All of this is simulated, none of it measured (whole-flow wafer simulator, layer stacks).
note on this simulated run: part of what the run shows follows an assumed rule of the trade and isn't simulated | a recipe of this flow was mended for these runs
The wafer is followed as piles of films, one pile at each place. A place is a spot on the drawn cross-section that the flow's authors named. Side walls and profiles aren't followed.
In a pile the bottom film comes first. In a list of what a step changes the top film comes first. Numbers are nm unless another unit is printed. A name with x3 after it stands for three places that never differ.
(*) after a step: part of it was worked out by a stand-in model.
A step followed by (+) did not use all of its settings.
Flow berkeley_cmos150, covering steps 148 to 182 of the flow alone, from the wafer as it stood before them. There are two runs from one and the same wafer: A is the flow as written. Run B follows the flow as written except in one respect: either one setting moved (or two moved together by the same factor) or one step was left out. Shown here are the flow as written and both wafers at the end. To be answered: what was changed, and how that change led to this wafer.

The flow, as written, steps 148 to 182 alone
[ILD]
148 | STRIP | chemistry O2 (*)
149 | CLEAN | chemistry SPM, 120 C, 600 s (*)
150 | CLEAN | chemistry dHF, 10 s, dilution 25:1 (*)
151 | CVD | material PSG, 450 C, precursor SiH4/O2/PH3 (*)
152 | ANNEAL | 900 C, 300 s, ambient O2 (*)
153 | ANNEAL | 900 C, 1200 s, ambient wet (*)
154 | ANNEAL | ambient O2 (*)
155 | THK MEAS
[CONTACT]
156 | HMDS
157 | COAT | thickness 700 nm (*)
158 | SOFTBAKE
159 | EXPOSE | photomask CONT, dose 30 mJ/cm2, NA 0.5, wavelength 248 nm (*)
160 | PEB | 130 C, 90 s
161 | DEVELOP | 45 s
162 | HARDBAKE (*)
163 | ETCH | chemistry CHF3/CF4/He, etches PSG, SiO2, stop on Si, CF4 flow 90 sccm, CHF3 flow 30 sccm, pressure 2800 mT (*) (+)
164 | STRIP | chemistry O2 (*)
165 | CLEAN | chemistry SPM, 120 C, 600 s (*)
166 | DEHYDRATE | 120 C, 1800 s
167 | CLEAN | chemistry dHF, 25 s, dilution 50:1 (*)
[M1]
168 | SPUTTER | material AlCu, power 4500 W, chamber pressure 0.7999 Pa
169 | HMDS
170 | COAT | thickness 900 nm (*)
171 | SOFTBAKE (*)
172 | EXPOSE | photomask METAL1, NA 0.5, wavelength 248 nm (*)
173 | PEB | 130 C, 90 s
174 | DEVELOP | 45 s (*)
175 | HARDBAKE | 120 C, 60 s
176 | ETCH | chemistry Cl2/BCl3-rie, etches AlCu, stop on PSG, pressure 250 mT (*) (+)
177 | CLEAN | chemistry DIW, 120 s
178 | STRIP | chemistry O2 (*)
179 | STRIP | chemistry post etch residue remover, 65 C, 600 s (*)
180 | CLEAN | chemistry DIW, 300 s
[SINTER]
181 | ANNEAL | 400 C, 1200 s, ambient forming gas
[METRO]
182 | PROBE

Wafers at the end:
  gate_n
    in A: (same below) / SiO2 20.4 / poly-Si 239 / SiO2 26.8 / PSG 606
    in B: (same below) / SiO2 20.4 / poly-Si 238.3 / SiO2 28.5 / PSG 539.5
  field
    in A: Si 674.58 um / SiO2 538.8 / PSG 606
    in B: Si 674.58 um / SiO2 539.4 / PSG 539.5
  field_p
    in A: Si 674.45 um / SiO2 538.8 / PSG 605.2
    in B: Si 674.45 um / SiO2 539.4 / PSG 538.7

Cause: step 151, CVD: 434 C was run, though the flow has 450 C.

How this came from the change, step by step:
  151 | CVD | material PSG, 450 C, precursor SiH4/O2/PH3 (*)
      field, field_p, sd_n, gate_n, gate_p, contact, m1: A +700 PSG (new film) | B +630 PSG (new film)
      sd_p: A +639.5 PSG (new film) | B +577.4 PSG (new film)
  153 | ANNEAL | 900 C, 1200 s, ambient wet (*)
      sd_n, contact, m1: A -35 PSG, +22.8 SiO2, -10 Si | B -31.5 PSG, +24 SiO2, -10.6 Si
      field, field_p: A -35 PSG, +16.3 SiO2, -7.15 Si | B -31.5 PSG, +16.9 SiO2, -7.43 Si
      (also at 3 further places)
  163 | ETCH | chemistry CHF3/CF4/He, etches PSG, SiO2, stop on Si, CF4 flow 90 sccm, CHF3 flow 30 sccm, pressure 2800 mT (*) (+)
      field, field_p, sd_n, gate_n, sd_p, gate_p, m1: A -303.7 KrF-resist | B -280.4 KrF-resist
      contact: A -665 PSG (all of it), -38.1 SiO2 (all of it), -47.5 Si | B -598.5 PSG (all of it), -39.3 SiO2 (all of it), -47.5 Si
  164 | STRIP | chemistry O2 (*)
      field: A -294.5 KrF-resist (all of it) | B -317.2 KrF-resist (all of it)
      field_p: A -397.1 KrF-resist (all of it) | B -418.7 KrF-resist (all of it)
      (also at 4 further places)
  168 | SPUTTER | material AlCu, power 4500 W, chamber pressure 0.7999 Pa
      contact: A +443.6 AlCu (new film) | B +459.4 AlCu (new film)
  170 | COAT | thickness 900 nm (*)
      contact: A +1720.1 thick-KrF-resist (new film) | B +1658.8 thick-KrF-resist (new film)
  175 | HARDBAKE | 120 C, 60 s
      contact: A -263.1 thick-KrF-resist | B -253.7 thick-KrF-resist
  178 | STRIP | chemistry O2 (*)
      contact: A -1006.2 thick-KrF-resist (all of it) | B -954.3 thick-KrF-resist (all of it)
